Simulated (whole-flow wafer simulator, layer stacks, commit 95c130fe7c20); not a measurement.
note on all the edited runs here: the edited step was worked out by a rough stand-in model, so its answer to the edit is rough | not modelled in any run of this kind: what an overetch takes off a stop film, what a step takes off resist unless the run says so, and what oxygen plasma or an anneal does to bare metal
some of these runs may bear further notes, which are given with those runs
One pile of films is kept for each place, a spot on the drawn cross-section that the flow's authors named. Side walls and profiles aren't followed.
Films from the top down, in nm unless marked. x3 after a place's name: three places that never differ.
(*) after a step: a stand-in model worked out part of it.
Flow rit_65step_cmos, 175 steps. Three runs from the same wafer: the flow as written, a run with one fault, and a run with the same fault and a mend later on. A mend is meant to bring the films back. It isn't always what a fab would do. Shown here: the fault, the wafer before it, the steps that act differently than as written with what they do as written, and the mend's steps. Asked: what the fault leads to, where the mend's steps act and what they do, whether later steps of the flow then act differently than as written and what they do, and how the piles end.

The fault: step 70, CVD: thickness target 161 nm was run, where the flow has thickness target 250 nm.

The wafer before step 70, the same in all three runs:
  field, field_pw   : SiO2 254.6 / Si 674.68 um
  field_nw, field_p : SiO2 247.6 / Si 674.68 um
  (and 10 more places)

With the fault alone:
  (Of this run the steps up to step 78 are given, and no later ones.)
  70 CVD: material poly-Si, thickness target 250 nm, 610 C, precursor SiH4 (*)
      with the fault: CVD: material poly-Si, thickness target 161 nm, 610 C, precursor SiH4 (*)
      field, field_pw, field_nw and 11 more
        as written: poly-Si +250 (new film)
        with the fault: poly-Si +161 (new film)
  No later step of the flow up to step 78 acts differently than as written, at any place that is followed, by more than 2% or 0.5 nm, whichever is larger.
  After step 78 the piles differ from the flow's by more than 2% or 0.5 nm, whichever is larger, at field, field_pw, field_nw and 11 more.
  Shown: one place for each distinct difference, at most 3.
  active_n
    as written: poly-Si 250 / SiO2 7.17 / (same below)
    with the fault: poly-Si 161 / SiO2 7.17 / (same below)
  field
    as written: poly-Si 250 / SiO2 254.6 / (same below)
    with the fault: poly-Si 161 / SiO2 254.6 / (same below)
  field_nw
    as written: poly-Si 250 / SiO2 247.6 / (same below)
    with the fault: poly-Si 161 / SiO2 247.6 / (same below)

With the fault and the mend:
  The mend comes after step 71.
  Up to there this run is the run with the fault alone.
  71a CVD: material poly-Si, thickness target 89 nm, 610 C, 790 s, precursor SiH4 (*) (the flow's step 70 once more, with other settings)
      field, field_pw, field_nw and 11 more
        poly-Si +89
  No later step of the flow acts differently than as written at any place that is followed.
  At the end the piles are the same as the flow's at every place that both follow.
